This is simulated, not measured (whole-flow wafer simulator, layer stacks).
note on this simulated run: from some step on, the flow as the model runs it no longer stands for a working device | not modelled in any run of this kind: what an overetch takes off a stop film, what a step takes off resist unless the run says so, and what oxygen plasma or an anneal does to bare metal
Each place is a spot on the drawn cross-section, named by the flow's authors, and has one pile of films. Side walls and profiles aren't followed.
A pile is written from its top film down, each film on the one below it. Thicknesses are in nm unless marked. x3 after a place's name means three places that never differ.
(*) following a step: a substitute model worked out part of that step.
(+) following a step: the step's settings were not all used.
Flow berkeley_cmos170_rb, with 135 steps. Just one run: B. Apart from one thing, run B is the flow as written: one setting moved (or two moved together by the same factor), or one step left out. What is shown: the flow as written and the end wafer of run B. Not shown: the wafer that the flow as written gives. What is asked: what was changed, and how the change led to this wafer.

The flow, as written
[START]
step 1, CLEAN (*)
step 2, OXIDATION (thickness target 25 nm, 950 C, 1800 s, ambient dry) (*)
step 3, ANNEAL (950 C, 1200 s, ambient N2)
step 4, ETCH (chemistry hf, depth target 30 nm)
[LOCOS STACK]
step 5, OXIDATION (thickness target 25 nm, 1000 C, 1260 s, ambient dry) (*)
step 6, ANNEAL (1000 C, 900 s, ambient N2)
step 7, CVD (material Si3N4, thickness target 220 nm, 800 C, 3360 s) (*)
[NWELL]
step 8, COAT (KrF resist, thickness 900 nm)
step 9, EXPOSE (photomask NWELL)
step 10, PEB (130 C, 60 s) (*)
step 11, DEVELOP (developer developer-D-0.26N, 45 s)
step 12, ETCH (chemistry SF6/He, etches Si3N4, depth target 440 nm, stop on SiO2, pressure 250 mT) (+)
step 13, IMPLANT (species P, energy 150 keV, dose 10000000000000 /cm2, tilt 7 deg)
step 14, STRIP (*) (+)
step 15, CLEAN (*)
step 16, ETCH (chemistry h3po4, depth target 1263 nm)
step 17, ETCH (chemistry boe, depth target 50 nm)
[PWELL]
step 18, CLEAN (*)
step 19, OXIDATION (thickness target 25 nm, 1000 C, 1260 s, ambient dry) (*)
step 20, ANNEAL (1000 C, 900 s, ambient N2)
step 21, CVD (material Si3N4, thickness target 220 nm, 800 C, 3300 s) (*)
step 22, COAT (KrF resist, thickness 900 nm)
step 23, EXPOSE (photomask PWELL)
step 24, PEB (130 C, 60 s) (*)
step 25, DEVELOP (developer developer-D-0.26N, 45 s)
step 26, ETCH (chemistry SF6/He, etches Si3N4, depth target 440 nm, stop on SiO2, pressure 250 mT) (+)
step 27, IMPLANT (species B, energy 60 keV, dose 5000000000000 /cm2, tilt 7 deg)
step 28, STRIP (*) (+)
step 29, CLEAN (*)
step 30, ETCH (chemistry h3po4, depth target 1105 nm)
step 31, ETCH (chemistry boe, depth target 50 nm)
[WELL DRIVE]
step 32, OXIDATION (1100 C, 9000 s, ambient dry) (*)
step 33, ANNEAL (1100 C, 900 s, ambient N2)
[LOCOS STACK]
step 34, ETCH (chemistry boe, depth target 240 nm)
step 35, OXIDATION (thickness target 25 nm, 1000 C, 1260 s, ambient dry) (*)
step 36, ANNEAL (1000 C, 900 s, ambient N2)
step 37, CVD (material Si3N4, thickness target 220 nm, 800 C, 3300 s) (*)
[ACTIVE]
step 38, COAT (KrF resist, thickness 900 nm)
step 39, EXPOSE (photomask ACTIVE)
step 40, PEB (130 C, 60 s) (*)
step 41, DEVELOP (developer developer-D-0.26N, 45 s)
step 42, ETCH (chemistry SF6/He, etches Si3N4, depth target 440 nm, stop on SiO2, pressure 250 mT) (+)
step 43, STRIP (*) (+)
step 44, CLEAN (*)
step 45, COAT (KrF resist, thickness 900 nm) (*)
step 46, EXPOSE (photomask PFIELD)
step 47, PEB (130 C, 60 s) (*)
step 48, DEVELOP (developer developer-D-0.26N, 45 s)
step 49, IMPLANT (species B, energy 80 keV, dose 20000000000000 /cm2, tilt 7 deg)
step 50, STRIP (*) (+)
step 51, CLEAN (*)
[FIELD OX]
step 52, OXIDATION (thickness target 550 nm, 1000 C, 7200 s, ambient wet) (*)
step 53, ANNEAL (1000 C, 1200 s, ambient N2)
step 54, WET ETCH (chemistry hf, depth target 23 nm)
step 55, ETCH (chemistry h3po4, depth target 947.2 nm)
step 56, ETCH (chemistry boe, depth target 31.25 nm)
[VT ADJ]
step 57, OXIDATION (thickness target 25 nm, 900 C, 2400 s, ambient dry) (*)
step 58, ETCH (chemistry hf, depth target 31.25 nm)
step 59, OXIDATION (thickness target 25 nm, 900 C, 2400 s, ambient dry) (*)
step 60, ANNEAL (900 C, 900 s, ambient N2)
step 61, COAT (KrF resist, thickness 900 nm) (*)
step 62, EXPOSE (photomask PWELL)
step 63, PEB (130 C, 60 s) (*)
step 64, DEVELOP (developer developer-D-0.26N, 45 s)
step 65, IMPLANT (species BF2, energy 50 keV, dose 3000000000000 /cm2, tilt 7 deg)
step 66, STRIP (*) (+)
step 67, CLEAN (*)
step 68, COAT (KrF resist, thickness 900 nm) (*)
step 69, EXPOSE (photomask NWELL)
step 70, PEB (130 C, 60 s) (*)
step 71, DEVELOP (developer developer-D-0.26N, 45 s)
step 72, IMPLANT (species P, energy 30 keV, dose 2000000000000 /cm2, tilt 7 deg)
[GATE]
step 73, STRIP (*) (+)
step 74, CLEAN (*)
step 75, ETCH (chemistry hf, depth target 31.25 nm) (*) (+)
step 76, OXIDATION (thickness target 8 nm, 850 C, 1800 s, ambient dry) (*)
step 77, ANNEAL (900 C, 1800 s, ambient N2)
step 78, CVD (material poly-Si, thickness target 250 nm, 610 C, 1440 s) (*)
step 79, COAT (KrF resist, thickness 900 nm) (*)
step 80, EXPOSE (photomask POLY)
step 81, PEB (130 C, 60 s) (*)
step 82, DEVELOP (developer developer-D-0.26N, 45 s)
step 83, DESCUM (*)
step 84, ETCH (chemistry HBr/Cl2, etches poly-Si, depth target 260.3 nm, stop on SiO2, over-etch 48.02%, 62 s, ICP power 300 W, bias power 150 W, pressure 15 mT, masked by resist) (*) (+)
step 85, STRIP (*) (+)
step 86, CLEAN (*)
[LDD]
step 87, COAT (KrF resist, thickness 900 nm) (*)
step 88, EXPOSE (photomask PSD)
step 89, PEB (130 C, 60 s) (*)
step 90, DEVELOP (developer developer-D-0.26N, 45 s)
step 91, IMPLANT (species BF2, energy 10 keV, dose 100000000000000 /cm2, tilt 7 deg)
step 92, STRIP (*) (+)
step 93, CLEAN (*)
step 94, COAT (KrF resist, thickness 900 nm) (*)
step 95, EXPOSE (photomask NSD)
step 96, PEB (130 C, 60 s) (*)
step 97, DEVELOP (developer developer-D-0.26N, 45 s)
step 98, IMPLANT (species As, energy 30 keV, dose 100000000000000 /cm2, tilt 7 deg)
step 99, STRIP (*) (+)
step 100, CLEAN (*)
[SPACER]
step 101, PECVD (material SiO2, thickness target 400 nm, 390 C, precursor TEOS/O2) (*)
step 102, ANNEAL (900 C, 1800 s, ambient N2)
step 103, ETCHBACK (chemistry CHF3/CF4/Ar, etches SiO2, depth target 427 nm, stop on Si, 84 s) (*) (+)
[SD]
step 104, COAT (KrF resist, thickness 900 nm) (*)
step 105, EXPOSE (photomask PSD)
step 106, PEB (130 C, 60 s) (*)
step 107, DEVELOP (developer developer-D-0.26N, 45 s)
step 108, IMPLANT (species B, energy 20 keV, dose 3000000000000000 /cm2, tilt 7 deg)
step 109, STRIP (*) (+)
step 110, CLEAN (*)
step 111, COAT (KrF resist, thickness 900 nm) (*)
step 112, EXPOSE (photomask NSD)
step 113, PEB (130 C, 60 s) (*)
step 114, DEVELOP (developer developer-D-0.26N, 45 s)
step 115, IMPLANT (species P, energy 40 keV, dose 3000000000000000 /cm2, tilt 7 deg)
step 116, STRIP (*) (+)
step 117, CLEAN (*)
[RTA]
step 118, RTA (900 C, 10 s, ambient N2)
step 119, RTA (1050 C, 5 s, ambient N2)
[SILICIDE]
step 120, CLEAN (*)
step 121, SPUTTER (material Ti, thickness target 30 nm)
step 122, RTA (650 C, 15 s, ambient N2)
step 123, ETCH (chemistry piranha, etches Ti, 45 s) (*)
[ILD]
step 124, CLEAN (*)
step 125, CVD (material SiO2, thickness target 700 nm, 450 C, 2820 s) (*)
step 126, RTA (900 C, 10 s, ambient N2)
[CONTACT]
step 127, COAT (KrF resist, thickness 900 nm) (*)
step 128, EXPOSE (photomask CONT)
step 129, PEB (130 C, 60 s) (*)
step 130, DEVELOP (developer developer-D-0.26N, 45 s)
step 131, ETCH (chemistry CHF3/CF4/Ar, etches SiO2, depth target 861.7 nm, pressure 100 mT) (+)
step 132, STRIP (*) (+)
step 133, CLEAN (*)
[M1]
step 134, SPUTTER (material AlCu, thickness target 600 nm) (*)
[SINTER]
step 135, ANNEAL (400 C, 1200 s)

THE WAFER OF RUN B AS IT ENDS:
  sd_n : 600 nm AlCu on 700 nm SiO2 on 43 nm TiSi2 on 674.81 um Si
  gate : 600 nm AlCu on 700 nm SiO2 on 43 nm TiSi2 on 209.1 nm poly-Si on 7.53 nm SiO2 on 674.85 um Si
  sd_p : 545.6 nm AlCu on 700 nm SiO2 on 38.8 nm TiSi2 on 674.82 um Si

What caused this: step 121, SPUTTER: thickness target 23 nm was run, though the flow has thickness target 30 nm.

How this came from the change, step by step:
  step 121, SPUTTER (material Ti, thickness target 30 nm)
      field, sd_n, spacer_n, gate, spacer_p, gate_p, contact, m1: +23 Ti (new film) (it would be, as written: +30 Ti (new film))
      sd_p: +20.8 Ti (new film) (it would be, as written: +27.1 Ti (new film))
  step 122, RTA (650 C, 15 s, ambient N2)
      sd_n, contact, m1: -17.9 Ti, +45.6 TiSi2 C49 (new film), -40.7 Si (it would be, as written: -23.4 Ti, +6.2 TiSi first (new film), +50.3 TiSi2 C49 (new film), -49 Si)
      gate, gate_p: -17.9 Ti, +45.6 TiSi2 C49 (new film), -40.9 poly-Si (it would be, as written: -23.4 Ti, +6.2 TiSi first (new film), +50.3 TiSi2 C49 (new film), -49.2 poly-Si)
      (and at 1 other place as well)
  step 123, ETCH (chemistry piranha, etches Ti, 45 s) (*)
      sd_n, gate, gate_p, contact, m1: -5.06 Ti (all of it) (it would be, as written: -6.6 Ti (all of it))
      field, spacer_n, spacer_p: -23 Ti (all of it) (it would be, as written: -30 Ti (all of it))
      (and at 1 other place as well)
  step 126, RTA (900 C, 10 s, ambient N2)
      sd_n, contact, m1: under 1 film: +43 TiSi2 (new film), -45.6 TiSi2 C49 (all of it) (it would be, as written: under 1 film: +56 TiSi2 (new film), -6.2 TiSi first (all of it), -50.3 TiSi2 C49 (all of it), -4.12 Si)
      gate, gate_p: under 1 film: +43 TiSi2 (new film), -45.6 TiSi2 C49 (all of it) (it would be, as written: under 1 film: +56 TiSi2 (new film), -6.2 TiSi first (all of it), -50.3 TiSi2 C49 (all of it), -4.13 poly-Si)
      (and at 1 other place as well)
